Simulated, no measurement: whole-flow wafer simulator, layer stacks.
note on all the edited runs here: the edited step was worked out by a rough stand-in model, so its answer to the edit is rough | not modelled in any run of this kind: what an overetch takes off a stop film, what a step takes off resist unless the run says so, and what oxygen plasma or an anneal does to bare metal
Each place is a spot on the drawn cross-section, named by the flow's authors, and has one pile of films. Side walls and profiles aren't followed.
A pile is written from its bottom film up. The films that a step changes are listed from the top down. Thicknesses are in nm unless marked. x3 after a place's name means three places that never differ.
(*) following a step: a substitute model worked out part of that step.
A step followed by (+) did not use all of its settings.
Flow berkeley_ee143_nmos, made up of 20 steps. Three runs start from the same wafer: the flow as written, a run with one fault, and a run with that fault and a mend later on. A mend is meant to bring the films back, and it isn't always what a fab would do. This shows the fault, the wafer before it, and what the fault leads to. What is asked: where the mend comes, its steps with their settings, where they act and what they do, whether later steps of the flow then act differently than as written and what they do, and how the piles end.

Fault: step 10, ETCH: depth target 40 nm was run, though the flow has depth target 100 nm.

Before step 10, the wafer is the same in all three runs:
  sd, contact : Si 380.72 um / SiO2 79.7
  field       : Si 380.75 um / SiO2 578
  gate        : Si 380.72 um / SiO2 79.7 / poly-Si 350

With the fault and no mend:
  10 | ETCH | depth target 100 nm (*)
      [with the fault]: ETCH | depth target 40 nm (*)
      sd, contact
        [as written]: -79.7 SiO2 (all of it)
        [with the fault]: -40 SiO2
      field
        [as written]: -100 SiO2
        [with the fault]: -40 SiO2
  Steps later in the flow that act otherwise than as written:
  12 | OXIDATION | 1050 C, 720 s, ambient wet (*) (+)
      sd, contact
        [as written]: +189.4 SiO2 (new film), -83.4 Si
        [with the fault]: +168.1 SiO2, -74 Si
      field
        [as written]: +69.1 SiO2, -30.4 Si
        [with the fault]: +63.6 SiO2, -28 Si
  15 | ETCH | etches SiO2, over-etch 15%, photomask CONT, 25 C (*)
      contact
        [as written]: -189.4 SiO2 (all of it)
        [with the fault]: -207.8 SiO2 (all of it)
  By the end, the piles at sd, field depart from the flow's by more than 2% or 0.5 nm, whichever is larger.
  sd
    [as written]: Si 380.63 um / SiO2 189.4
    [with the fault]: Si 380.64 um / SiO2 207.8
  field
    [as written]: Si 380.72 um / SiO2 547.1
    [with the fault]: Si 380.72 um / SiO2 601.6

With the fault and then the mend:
  The mend follows step 10.
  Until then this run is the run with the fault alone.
  10a | ETCH | depth target 60 nm (*) (the flow's step 10, run once more with other settings)
      sd, contact
        -39.7 SiO2 (all of it)
      field
        -60 SiO2
  Every later step of the flow that is run acts as written at every place that is followed.
  By the end, the piles equal the flow's at every place that both follow.
